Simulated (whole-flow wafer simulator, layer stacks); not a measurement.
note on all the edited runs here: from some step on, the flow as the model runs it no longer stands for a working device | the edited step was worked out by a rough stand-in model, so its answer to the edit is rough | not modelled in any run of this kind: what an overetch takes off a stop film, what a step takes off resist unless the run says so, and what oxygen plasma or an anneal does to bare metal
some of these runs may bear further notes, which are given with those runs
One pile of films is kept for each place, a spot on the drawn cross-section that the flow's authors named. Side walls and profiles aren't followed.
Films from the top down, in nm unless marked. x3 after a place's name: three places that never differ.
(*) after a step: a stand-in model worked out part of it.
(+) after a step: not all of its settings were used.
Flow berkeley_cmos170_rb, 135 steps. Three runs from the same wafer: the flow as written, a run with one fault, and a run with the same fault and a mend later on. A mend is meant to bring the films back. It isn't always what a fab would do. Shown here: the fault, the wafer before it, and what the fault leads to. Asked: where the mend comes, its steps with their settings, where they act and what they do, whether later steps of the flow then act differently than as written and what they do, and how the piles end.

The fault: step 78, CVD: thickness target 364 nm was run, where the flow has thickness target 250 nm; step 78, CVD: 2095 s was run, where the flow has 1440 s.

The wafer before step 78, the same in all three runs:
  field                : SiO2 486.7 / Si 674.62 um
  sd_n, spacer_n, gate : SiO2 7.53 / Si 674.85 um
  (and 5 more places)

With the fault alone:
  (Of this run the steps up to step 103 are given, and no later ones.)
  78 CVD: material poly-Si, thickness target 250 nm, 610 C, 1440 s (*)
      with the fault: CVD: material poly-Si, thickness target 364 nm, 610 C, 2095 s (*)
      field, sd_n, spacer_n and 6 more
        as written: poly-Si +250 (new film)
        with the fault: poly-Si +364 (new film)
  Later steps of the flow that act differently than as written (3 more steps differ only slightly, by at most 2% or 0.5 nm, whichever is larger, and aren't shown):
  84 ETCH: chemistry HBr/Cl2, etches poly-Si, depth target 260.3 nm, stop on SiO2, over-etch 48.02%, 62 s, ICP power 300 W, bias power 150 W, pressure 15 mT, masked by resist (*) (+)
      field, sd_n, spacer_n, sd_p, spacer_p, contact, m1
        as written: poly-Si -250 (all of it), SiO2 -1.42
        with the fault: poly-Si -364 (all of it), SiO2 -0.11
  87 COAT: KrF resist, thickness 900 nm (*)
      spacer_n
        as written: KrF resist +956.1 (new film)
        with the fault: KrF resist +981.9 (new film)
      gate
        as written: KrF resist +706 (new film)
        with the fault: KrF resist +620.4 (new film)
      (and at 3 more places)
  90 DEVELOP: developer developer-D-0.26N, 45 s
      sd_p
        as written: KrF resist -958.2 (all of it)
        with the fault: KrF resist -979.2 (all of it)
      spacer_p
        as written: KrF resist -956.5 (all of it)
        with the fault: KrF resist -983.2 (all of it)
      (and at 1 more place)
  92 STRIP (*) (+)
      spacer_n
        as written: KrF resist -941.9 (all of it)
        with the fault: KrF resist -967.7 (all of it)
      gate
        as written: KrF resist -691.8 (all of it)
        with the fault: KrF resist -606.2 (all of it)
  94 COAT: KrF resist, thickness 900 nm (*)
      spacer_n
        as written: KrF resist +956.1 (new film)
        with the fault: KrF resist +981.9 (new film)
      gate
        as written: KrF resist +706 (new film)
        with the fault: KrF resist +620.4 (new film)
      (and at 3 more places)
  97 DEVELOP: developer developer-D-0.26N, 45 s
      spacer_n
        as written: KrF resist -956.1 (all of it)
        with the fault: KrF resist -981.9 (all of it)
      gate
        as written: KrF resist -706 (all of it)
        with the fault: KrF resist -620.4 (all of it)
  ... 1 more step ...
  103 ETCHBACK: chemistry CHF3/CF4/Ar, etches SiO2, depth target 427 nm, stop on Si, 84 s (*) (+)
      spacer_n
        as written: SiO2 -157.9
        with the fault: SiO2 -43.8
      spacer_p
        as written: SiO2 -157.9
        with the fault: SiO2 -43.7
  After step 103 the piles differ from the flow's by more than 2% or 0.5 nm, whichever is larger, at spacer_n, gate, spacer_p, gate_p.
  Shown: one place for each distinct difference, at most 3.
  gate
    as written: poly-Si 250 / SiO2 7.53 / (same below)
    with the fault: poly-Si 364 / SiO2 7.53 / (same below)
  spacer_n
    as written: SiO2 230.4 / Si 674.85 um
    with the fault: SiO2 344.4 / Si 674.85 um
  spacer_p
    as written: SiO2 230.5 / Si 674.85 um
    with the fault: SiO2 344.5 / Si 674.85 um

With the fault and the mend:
  The mend comes after step 78.
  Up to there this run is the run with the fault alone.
  78a ETCH: chemistry tmah, depth target 418.6 nm
      field, sd_n, spacer_n and 6 more
        poly-Si -364 (all of it)
  78b CLEAN (*) (the flow's step 74 once more)
      changes no film at any place that is followed
  78c CVD: material poly-Si, thickness target 250 nm, 610 C, 1440 s (*) (the flow's step 78 once more)
      field, sd_n, spacer_n and 6 more
        poly-Si +250 (new film)
  No later step of the flow acts differently than as written at any place that is followed.
  At the end the piles are the same as the flow's at every place that both follow.
